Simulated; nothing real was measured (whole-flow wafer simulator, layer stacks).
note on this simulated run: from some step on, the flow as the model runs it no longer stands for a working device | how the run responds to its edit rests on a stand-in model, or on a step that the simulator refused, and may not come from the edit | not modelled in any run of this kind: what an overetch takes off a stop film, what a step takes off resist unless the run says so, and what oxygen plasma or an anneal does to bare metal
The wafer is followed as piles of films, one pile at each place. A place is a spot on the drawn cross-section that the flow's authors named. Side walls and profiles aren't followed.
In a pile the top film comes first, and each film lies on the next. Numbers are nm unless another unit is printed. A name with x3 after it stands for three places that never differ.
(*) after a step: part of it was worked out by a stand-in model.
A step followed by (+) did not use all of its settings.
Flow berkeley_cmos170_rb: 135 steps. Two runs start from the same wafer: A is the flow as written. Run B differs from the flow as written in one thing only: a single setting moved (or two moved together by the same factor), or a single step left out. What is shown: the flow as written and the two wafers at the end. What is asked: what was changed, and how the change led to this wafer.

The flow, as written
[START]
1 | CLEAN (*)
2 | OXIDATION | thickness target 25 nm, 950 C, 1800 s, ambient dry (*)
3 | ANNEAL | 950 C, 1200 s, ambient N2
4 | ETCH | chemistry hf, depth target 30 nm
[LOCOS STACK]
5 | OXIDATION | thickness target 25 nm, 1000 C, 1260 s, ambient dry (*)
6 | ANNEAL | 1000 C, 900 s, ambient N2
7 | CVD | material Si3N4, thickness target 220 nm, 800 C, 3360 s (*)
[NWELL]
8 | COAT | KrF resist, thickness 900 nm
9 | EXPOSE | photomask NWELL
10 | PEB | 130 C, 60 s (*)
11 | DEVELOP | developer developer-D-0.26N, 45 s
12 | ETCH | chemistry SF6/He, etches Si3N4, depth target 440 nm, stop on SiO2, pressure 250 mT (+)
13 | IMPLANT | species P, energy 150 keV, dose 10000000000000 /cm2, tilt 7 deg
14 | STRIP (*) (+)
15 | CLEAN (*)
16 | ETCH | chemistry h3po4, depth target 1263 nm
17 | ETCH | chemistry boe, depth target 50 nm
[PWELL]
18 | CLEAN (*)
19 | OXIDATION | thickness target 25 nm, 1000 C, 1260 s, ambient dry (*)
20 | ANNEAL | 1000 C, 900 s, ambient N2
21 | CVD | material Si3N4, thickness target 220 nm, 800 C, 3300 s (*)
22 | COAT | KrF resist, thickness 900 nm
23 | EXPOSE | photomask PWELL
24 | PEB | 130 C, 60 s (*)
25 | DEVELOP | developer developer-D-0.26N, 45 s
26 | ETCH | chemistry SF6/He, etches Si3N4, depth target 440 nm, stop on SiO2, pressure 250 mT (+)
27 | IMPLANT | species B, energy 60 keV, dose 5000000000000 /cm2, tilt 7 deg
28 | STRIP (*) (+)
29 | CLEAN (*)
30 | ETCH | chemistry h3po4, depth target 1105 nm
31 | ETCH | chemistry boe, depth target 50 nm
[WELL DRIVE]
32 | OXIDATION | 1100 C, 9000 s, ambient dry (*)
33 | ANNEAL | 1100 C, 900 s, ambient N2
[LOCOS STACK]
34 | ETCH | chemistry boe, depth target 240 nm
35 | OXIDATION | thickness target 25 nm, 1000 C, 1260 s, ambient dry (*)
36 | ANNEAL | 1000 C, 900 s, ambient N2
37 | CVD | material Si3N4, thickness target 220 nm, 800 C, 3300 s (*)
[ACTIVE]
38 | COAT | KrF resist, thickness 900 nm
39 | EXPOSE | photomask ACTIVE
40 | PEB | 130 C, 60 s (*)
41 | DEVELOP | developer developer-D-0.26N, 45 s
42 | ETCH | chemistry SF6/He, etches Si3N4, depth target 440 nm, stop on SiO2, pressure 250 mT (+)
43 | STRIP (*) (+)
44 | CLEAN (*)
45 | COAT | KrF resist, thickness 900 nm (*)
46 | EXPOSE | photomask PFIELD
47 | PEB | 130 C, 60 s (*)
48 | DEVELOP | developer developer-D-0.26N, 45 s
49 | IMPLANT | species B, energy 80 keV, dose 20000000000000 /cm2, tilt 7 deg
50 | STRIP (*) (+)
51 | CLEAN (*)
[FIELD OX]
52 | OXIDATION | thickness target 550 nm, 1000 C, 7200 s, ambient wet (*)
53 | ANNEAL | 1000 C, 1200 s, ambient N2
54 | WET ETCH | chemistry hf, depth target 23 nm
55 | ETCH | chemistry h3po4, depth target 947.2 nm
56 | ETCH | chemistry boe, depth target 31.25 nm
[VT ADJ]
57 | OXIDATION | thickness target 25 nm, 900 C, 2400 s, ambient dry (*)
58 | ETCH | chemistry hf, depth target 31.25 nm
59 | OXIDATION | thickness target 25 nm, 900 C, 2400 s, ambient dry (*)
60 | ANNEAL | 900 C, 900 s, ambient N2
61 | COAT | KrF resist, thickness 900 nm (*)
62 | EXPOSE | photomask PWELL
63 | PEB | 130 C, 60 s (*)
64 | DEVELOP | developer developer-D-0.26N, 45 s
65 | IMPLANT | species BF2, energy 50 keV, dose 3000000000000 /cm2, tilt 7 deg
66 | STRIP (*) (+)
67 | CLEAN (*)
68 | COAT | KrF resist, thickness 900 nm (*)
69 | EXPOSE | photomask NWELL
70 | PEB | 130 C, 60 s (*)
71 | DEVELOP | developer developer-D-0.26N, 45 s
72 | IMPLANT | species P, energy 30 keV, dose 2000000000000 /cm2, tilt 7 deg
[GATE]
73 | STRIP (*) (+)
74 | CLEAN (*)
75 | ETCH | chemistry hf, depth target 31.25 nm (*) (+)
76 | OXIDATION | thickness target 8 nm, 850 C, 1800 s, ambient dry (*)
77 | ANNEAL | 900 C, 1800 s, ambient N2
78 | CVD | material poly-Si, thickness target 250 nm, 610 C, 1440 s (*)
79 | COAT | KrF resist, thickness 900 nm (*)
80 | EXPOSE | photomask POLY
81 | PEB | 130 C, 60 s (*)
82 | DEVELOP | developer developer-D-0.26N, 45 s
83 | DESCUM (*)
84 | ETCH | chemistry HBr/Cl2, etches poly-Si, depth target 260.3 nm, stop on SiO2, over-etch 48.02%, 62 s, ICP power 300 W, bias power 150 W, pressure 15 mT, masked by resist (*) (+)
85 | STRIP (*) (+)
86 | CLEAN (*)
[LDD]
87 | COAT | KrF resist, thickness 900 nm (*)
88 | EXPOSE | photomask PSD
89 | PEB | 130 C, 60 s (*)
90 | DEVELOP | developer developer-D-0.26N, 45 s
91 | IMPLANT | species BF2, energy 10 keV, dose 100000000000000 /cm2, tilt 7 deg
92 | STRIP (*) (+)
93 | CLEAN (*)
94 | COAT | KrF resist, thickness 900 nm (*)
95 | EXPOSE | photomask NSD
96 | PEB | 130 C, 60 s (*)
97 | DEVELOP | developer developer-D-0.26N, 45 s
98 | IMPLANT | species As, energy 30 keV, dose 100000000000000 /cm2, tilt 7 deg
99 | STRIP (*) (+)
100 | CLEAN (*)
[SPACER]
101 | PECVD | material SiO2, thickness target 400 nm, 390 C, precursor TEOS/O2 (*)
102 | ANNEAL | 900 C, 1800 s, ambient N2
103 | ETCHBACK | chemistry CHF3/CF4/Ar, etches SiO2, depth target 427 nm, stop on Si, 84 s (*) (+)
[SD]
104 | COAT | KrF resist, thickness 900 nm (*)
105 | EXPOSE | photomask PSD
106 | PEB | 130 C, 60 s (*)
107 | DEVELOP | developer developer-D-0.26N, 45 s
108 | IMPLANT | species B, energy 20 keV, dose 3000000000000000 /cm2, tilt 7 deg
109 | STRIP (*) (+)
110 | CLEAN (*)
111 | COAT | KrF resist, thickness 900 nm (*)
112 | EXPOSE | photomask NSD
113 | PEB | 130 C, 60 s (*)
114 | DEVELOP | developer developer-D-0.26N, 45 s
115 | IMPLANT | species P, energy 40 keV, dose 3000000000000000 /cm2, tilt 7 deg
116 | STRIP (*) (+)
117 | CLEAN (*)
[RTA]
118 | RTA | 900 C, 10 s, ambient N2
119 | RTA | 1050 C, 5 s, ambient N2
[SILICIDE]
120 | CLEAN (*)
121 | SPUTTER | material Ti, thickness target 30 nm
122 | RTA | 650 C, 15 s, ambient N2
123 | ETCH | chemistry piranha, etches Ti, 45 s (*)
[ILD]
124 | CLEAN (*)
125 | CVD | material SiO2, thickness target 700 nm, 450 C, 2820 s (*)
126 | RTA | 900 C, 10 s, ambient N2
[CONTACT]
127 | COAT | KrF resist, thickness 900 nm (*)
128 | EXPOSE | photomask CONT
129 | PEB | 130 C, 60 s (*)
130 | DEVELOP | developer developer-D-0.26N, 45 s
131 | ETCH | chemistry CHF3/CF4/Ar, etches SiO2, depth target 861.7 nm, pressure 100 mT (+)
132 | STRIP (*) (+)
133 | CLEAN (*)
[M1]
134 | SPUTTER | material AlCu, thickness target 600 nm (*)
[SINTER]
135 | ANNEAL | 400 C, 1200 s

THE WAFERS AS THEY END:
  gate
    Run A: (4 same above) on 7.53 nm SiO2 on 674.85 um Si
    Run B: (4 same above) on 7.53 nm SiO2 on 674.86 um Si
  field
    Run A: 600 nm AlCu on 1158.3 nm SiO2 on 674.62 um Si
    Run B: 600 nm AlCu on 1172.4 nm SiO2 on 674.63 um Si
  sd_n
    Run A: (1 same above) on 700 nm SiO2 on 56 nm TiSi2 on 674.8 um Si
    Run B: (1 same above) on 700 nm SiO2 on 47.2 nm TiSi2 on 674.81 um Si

The reason: step 34, ETCH: depth target 144 nm was run, whereas the flow has depth target 240 nm.

How this came from the change, step by step:
  34 | ETCH | chemistry boe, depth target 240 nm
      field, sd_n, spacer_n and 6 more: A -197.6 SiO2 (all of it) | B -144 SiO2
  35 | OXIDATION | thickness target 25 nm, 1000 C, 1260 s, ambient dry (*)
      field, sd_n, spacer_n and 6 more: A +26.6 SiO2 (new film), -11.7 Si | B +15.1 SiO2, -6.66 Si
  52 | OXIDATION | thickness target 550 nm, 1000 C, 7200 s, ambient wet (*)
      spacer_n, spacer_p, gate_p: A +12.9 SiO2 (new film), -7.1 Si3N4 | B +12.9 SiO2 (new film), -7.1 Si3N4, +0.04 SiO2
      gate: A +12.9 SiO2 (new film), -7.1 Si3N4, +0.08 SiO2, -0.08 Si | B +12.9 SiO2 (new film), -7.1 Si3N4, +0.04 SiO2
      (as well as at 5 more places)
  56 | ETCH | chemistry boe, depth target 31.25 nm
      spacer_n, gate, sd_p, spacer_p, gate_p, contact: A -26.6 SiO2 (all of it) | B -31.2 SiO2
      sd_n: A -28.8 SiO2 (all of it) | B -31.2 SiO2
      (as well as at 1 more place)
  57 | OXIDATION | thickness target 25 nm, 900 C, 2400 s, ambient dry (*)
      spacer_n, gate, spacer_p, gate_p: A +15 SiO2 (new film), -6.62 Si | B +8.94 SiO2, -3.94 Si
      sd_n: A +15 SiO2 (new film), -6.62 Si | B +7.58 SiO2, -3.33 Si
      (as well as at 3 more places)
  58 | ETCH | chemistry hf, depth target 31.25 nm
      sd_n, spacer_n, gate, sd_p, spacer_p, gate_p, contact, m1: A -15 SiO2 (all of it) | B -31.2 SiO2
  59 | OXIDATION | thickness target 25 nm, 900 C, 2400 s, ambient dry (*)
      spacer_n, gate, spacer_p, gate_p: A +15 SiO2 (new film), -6.62 Si | B +9.14 SiO2, -4.02 Si
      sd_n: A +15 SiO2 (new film), -6.62 Si | B +7.47 SiO2, -3.29 Si
      (as well as at 3 more places)
  75 | ETCH | chemistry hf, depth target 31.25 nm (*) (+)
      sd_n, m1: A -15 SiO2 (all of it) | B -31.2 SiO2
      spacer_n, gate, spacer_p, gate_p: A -15 SiO2 (all of it) | B -24.3 SiO2 (all of it)
      (as well as at 2 more places)
  76 | OXIDATION | thickness target 8 nm, 850 C, 1800 s, ambient dry (*)
      sd_n: A +7.53 SiO2 (new film), -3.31 Si | B +3.89 SiO2, -1.71 Si
      m1: A +7.53 SiO2 (new film), -3.31 Si | B +3.71 SiO2, -1.63 Si
  103 | ETCHBACK | chemistry CHF3/CF4/Ar, etches SiO2, depth target 427 nm, stop on Si, 84 s (*) (+)
      sd_n: A -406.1 SiO2 (all of it) | B -417.9 SiO2 (all of it)
      m1: A -406.1 SiO2 (all of it) | B -425.2 SiO2 (all of it)
  104 | COAT | KrF resist, thickness 900 nm (*)
      sd_n: A +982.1 KrF resist (new film) | B +1005.6 KrF resist (new film)
  109 | STRIP (*) (+)
      sd_n: A -967.9 KrF resist (all of it) | B -991.4 KrF resist (all of it)
  111 | COAT | KrF resist, thickness 900 nm (*)
      sd_n: A +982.1 KrF resist (new film) | B +1005.6 KrF resist (new film)
  114 | DEVELOP | developer developer-D-0.26N, 45 s
      sd_n: A -982.1 KrF resist (all of it) | B -1005.6 KrF resist (all of it)
  121 | SPUTTER | material Ti, thickness target 30 nm
      sd_n: A +30 Ti (new film) | B +25.3 Ti (new film)
      sd_p: A +27.1 Ti (new film) | B +26 Ti (new film)
  122 | RTA | 650 C, 15 s, ambient N2
      sd_n: A -23.4 Ti, +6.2 TiSi first (new film), +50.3 TiSi2 C49 (new film), -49 Si | B -19.7 Ti, +50.1 TiSi2 C49 (new film), -44.7 Si
      sd_p: A -21.1 Ti, +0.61 TiSi first (new film), +52.9 TiSi2 C49 (new film), -47.6 Si | B -20.3 Ti, +51.6 TiSi2 C49 (new film), -46 Si
  ... 2 further steps ...
  132 | STRIP (*) (+)
      field: A -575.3 KrF resist (all of it) | B -563.7 KrF resist (all of it)
      sd_n: A -780.4 KrF resist (all of it) | B -798.1 KrF resist (all of it)
